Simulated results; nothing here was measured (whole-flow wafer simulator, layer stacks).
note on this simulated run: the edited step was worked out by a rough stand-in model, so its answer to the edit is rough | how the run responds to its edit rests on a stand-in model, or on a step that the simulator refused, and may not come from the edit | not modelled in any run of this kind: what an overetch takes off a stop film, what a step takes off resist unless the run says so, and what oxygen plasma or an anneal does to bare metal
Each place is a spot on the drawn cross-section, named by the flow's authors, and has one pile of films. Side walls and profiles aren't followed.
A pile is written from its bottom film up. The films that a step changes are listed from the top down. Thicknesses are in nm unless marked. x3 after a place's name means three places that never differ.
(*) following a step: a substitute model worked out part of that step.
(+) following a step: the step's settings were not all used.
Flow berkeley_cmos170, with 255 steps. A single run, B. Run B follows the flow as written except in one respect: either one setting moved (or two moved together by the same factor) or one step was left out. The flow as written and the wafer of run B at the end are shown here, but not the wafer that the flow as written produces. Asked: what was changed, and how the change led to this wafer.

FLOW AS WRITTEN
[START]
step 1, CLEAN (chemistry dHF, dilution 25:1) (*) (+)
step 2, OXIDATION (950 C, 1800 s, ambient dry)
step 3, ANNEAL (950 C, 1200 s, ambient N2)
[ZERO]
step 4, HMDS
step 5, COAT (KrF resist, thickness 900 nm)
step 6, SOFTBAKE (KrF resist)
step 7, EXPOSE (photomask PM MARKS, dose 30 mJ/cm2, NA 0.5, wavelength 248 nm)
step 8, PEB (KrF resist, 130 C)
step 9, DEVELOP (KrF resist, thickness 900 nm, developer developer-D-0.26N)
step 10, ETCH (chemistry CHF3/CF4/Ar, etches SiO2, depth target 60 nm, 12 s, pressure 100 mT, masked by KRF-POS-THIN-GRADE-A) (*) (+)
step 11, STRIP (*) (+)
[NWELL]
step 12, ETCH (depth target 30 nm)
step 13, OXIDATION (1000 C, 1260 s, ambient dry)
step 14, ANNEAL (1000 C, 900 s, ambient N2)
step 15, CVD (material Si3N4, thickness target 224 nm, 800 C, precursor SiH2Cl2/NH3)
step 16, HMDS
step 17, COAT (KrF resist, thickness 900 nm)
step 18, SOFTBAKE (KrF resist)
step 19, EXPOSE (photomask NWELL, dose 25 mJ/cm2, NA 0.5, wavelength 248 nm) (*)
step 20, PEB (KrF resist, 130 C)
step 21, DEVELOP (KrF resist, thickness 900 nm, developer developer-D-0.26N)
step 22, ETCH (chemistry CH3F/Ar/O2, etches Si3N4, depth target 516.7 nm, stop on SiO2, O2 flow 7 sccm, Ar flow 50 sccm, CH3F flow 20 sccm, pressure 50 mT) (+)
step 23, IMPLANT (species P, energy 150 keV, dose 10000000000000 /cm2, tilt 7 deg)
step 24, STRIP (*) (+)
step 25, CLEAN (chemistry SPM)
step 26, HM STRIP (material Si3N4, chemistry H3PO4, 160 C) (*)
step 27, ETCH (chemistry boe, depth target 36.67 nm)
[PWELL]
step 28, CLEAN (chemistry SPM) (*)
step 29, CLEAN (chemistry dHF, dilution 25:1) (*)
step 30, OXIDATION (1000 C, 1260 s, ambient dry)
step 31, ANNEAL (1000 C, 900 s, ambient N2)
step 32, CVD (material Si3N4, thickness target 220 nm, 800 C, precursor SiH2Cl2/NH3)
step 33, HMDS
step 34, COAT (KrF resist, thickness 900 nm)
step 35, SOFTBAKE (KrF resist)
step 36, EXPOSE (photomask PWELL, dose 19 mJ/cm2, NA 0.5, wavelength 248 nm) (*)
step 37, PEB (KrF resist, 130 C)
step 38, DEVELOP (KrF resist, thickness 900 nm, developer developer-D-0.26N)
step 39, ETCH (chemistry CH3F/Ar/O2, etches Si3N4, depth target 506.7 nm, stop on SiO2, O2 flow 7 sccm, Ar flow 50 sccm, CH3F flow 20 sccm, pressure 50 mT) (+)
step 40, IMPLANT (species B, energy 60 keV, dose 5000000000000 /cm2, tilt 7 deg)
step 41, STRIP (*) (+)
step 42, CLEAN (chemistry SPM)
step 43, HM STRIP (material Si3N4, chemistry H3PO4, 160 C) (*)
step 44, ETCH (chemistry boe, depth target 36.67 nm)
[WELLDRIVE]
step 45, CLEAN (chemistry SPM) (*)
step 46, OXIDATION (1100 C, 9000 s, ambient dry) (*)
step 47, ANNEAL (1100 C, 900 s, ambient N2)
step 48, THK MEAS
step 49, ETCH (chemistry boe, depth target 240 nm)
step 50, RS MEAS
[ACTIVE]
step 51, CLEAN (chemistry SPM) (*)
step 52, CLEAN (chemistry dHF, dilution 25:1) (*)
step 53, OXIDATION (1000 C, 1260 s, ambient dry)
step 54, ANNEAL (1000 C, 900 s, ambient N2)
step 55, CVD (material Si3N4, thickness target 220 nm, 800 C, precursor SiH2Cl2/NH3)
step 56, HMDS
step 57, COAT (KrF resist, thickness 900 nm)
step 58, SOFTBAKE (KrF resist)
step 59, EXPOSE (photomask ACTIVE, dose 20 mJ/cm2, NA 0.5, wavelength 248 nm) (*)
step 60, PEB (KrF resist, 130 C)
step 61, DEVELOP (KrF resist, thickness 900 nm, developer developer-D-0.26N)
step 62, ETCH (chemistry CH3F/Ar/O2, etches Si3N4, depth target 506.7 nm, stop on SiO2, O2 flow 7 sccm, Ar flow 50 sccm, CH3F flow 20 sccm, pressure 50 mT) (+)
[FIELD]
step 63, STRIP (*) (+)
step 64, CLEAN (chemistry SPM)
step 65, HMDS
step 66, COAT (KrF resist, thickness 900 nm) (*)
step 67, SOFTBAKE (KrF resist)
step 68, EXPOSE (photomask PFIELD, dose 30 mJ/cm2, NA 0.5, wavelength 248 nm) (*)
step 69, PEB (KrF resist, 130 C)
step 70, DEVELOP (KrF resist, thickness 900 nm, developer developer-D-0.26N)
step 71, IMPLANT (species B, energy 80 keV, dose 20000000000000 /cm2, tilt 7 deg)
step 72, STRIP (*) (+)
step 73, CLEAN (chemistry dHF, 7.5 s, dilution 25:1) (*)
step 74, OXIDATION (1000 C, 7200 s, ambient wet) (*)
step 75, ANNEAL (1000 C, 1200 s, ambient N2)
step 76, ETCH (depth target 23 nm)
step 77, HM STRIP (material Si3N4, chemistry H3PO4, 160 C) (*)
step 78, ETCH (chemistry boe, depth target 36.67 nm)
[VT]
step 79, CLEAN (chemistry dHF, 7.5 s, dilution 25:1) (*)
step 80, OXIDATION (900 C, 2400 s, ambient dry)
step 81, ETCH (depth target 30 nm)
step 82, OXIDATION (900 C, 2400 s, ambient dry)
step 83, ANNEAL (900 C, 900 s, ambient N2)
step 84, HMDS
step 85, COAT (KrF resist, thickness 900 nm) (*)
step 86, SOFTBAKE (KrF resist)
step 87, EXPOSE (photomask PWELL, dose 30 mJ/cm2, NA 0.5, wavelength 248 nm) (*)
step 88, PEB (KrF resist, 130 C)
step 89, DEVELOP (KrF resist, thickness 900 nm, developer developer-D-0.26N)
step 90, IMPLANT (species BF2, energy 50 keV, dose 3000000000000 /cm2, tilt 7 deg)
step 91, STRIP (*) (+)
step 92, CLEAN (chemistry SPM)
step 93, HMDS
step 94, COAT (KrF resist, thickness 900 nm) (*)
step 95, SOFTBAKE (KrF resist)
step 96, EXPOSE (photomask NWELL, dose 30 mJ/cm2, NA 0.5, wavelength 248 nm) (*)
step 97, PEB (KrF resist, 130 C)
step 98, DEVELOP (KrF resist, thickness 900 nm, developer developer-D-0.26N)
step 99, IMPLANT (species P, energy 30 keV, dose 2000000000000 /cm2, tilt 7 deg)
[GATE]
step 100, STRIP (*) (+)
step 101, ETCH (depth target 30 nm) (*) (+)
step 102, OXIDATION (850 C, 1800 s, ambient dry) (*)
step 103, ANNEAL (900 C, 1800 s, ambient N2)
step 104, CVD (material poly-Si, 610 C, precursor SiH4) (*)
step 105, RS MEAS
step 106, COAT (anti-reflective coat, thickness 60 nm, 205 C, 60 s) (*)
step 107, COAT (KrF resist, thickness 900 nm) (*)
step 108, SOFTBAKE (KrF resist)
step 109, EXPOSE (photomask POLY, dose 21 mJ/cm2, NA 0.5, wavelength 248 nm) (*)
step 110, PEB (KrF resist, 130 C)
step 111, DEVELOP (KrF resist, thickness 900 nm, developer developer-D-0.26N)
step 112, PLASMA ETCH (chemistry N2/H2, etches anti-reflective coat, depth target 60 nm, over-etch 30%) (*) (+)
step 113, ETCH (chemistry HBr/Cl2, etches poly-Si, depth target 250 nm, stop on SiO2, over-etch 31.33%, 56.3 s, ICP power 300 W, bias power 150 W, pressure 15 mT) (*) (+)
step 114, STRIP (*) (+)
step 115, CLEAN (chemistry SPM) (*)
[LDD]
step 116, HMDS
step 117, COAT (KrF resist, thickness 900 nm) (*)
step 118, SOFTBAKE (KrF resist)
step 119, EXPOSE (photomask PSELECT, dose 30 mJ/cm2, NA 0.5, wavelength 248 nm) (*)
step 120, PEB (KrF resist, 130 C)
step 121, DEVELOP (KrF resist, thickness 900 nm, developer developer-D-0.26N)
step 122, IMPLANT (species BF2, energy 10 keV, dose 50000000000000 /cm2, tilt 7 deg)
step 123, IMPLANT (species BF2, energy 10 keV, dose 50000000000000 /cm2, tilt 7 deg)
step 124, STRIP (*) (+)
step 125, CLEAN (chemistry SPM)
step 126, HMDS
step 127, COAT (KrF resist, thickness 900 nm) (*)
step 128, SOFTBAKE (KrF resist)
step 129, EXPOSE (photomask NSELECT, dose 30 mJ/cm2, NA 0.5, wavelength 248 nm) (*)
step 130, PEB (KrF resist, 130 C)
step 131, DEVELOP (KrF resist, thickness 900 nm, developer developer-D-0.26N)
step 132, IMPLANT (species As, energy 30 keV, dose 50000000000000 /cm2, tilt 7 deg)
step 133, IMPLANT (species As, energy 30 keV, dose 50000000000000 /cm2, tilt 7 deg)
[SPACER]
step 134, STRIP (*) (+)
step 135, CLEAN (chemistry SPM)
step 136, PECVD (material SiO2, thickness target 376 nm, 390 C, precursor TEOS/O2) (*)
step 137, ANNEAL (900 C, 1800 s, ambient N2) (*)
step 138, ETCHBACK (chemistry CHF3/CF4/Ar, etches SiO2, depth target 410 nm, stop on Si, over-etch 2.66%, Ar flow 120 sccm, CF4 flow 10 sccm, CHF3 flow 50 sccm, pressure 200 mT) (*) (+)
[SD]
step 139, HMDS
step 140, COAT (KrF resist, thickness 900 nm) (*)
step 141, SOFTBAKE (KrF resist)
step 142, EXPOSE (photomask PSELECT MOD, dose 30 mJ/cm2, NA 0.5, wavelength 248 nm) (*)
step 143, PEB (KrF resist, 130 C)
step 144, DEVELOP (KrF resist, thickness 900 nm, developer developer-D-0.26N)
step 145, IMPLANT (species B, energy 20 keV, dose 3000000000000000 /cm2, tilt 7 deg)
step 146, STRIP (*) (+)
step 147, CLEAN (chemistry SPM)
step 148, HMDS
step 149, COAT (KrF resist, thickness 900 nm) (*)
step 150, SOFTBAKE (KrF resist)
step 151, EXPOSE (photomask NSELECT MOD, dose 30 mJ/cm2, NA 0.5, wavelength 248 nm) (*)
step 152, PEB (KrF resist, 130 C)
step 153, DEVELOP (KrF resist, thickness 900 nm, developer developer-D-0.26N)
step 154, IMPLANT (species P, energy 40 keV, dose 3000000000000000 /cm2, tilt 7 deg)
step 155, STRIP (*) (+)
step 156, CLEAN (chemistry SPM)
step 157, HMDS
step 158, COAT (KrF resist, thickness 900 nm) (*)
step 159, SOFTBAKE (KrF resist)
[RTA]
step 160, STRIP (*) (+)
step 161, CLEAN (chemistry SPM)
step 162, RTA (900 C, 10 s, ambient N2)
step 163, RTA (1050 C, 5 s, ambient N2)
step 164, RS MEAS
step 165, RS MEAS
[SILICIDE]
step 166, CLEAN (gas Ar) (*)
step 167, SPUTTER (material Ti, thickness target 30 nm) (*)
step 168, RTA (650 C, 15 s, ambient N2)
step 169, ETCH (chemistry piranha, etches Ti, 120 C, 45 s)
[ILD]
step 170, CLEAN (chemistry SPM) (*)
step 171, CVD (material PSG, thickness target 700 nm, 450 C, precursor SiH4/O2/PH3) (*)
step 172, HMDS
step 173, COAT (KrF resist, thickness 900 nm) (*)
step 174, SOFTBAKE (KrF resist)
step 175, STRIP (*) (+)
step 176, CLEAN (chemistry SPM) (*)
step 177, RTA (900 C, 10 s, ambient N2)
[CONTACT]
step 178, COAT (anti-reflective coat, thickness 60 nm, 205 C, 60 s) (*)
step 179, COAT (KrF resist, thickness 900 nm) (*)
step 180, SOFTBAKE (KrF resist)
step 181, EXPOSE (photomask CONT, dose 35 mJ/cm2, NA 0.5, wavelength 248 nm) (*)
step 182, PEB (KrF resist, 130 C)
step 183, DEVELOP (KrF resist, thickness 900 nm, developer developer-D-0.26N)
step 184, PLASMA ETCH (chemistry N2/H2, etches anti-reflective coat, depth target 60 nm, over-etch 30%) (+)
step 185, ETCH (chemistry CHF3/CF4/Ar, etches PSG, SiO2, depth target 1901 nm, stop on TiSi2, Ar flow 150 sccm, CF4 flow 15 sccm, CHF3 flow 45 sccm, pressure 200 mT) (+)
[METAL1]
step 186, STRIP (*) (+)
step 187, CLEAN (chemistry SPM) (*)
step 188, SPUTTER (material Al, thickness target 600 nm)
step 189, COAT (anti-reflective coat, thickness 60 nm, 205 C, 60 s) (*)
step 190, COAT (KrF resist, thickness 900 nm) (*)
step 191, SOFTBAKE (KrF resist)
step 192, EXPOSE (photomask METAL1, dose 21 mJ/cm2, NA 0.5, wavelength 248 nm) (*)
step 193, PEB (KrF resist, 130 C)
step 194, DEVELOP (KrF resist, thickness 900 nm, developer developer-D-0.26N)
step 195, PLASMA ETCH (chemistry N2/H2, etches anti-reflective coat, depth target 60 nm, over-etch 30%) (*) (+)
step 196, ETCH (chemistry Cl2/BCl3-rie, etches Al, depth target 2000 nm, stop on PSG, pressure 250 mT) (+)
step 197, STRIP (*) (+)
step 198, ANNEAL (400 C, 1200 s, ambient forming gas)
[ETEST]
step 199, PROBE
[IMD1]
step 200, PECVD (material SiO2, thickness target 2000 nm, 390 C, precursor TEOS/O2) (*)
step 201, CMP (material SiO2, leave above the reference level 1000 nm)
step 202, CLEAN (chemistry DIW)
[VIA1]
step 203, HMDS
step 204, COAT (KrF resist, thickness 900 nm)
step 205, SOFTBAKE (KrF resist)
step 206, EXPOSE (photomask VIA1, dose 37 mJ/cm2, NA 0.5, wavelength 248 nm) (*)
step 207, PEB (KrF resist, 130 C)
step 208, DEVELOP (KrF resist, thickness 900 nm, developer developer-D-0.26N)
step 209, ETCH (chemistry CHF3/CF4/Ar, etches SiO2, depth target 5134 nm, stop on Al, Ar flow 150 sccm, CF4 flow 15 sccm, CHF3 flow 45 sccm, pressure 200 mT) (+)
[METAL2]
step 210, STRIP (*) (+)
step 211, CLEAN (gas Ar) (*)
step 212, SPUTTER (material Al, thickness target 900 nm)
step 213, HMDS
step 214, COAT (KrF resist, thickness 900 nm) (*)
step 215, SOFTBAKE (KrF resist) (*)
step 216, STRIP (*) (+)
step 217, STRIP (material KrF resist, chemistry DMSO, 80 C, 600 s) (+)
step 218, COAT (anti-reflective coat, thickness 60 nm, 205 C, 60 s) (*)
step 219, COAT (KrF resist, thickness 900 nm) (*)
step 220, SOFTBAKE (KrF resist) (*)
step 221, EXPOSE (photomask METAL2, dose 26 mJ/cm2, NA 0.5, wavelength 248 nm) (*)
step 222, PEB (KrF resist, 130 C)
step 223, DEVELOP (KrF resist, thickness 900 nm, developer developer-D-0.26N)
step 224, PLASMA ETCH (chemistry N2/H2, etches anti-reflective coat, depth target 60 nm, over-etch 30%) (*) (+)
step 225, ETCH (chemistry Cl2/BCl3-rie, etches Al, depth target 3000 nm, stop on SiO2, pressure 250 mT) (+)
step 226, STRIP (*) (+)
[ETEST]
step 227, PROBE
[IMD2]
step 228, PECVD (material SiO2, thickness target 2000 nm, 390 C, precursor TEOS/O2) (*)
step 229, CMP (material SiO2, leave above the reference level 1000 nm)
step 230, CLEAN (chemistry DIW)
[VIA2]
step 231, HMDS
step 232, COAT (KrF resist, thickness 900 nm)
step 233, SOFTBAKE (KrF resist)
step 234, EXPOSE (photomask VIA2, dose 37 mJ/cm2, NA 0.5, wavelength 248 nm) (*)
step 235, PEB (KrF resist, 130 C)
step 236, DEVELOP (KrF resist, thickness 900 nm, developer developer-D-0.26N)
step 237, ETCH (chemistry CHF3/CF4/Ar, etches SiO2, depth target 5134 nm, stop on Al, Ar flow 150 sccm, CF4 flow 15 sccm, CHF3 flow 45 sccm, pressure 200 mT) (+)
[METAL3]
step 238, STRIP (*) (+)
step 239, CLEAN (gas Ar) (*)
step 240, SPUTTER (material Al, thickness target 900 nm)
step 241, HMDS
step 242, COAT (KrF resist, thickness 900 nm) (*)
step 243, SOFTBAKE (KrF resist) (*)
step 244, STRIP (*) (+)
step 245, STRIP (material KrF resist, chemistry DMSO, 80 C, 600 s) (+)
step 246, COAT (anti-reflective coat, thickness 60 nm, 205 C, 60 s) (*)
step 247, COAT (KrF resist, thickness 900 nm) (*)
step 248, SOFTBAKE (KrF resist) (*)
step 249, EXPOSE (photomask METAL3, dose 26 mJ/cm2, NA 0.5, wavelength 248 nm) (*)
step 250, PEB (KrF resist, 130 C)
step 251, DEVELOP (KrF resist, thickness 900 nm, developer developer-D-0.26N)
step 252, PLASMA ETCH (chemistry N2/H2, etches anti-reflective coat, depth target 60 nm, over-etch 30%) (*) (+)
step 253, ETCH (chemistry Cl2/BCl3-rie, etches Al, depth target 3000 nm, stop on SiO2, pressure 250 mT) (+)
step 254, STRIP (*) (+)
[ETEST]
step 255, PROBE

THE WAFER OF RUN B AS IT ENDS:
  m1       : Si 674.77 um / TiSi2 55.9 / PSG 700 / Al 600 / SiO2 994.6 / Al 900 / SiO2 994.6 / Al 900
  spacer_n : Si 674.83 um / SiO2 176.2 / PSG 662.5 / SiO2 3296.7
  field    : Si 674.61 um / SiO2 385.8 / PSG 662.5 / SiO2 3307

The reason: step 46, OXIDATION: 14400 s was run, whereas the flow has 9000 s.

How this came from the change, step by step:
  step 46, OXIDATION (1100 C, 9000 s, ambient dry) (*)
      field, sd_n, spacer_n and 9 more: SiO2 gains 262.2 (new film), chemical SiO2 loses 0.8 (all of it), Si loses 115 (in the flow as written it would be: SiO2 gains 197.7 (new film), chemical SiO2 loses 0.8 (all of it), Si loses 86.6)
  step 49, ETCH (chemistry boe, depth target 240 nm)
      field, sd_n, spacer_n and 9 more: SiO2 loses 240 (in the flow as written it would be: SiO2 loses 197.7 (all of it))
  step 51, CLEAN (chemistry SPM) (*)
      field, sd_n, spacer_n and 9 more: nothing (in the flow as written it would be: chemical SiO2 gains 0.8 (new film), Si loses 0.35)
  step 52, CLEAN (chemistry dHF, dilution 25:1) (*)
      field, sd_n, spacer_n and 9 more: nothing (in the flow as written it would be: chemical SiO2 loses 0.8 (all of it))
  step 53, OXIDATION (1000 C, 1260 s, ambient dry)
      field, sd_n, spacer_n and 9 more: SiO2 gains 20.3, Si loses 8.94 (in the flow as written it would be: SiO2 gains 26.6 (new film), Si loses 11.7)
  step 74, OXIDATION (1000 C, 7200 s, ambient wet) (*)
      sd_n, sd_p: SiO2 gains 12.1 (new film), Si3N4 loses 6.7, SiO2 gains 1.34, Si loses 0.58 (in the flow as written it would be: SiO2 gains 12.1 (new film), Si3N4 loses 6.7, SiO2 gains 0.07, Si loses 0.07)
  step 78, ETCH (chemistry boe, depth target 36.67 nm)
      sd_n, spacer_n, gate_n and 8 more: SiO2 loses 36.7 (in the flow as written it would be: SiO2 loses 24.6 (all of it))
  step 79, CLEAN (chemistry dHF, 7.5 s, dilution 25:1) (*)
      sd_n, spacer_n, gate_n and 8 more: SiO2 loses 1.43 (in the flow as written it would be: nothing)
  step 80, OXIDATION (900 C, 2400 s, ambient dry)
      sd_n, spacer_n, gate_n and 8 more: SiO2 gains 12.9, Si loses 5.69 (in the flow as written it would be: SiO2 gains 14.9 (new film), Si loses 6.57)
  step 81, ETCH (depth target 30 nm)
      sd_n, sd_p: SiO2 loses 16.7 (all of it) (in the flow as written it would be: SiO2 loses 14.9 (all of it))
  step 106, COAT (anti-reflective coat, thickness 60 nm, 205 C, 60 s) (*)
      field: anti-reflective coat gains 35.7 (new film) (in the flow as written it would be: anti-reflective coat gains 34.7 (new film))
      sd_n: anti-reflective coat gains 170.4 (new film) (in the flow as written it would be: anti-reflective coat gains 158.6 (new film))
      (and at 5 other places as well)
  step 112, PLASMA ETCH (chemistry N2/H2, etches anti-reflective coat, depth target 60 nm, over-etch 30%) (*) (+)
      field: anti-reflective coat loses 35.7 (all of it), poly-Si loses 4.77 (in the flow as written it would be: anti-reflective coat loses 34.7 (all of it), poly-Si loses 4.4)
      sd_n: anti-reflective coat loses 170.4 (all of it), poly-Si loses 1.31 (in the flow as written it would be: anti-reflective coat loses 158.6 (all of it), poly-Si loses 1.22)
      (and at 3 other places as well)
  step 114, STRIP (*) (+)
      gate_n: chemical SiO2 gains 0.8 (new film), KrF resist loses 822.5 (all of it), anti-reflective coat loses 24.6 (all of it), poly-Si loses 0.35 (in the flow as written it would be: chemical SiO2 gains 0.8 (new film), KrF resist loses 812.6 (all of it), anti-reflective coat loses 27.3 (all of it), poly-Si loses 0.35)
      gate_p: chemical SiO2 gains 0.8 (new film), KrF resist loses 787.2 (all of it), anti-reflective coat loses 28.1 (all of it), poly-Si loses 0.35 (in the flow as written it would be: chemical SiO2 gains 0.8 (new film), KrF resist loses 782.1 (all of it), anti-reflective coat loses 29.6 (all of it), poly-Si loses 0.35)
  step 178, COAT (anti-reflective coat, thickness 60 nm, 205 C, 60 s) (*)
      sd_n: anti-reflective coat gains 140.9 (new film) (in the flow as written it would be: anti-reflective coat gains 135.1 (new film))
      m2: anti-reflective coat gains 55.4 (new film) (in the flow as written it would be: anti-reflective coat gains 56.7 (new film))
  step 186, STRIP (*) (+)
      sd_n: KrF resist loses 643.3 (all of it), anti-reflective coat loses 140.9 (all of it) (in the flow as written it would be: KrF resist loses 643.8 (all of it), anti-reflective coat loses 135.1 (all of it))
      m2: KrF resist loses 692.5 (all of it), anti-reflective coat loses 55.4 (all of it) (in the flow as written it would be: KrF resist loses 689 (all of it), anti-reflective coat loses 56.7 (all of it))
  step 189, COAT (anti-reflective coat, thickness 60 nm, 205 C, 60 s) (*)
      m2: anti-reflective coat gains 59.8 (new film) (in the flow as written it would be: anti-reflective coat gains 61.1 (new film))
  step 197, STRIP (*) (+)
      m2: KrF resist loses 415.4 (all of it), anti-reflective coat loses 59.8 (all of it) (in the flow as written it would be: KrF resist loses 412.9 (all of it), anti-reflective coat loses 61.1 (all of it))
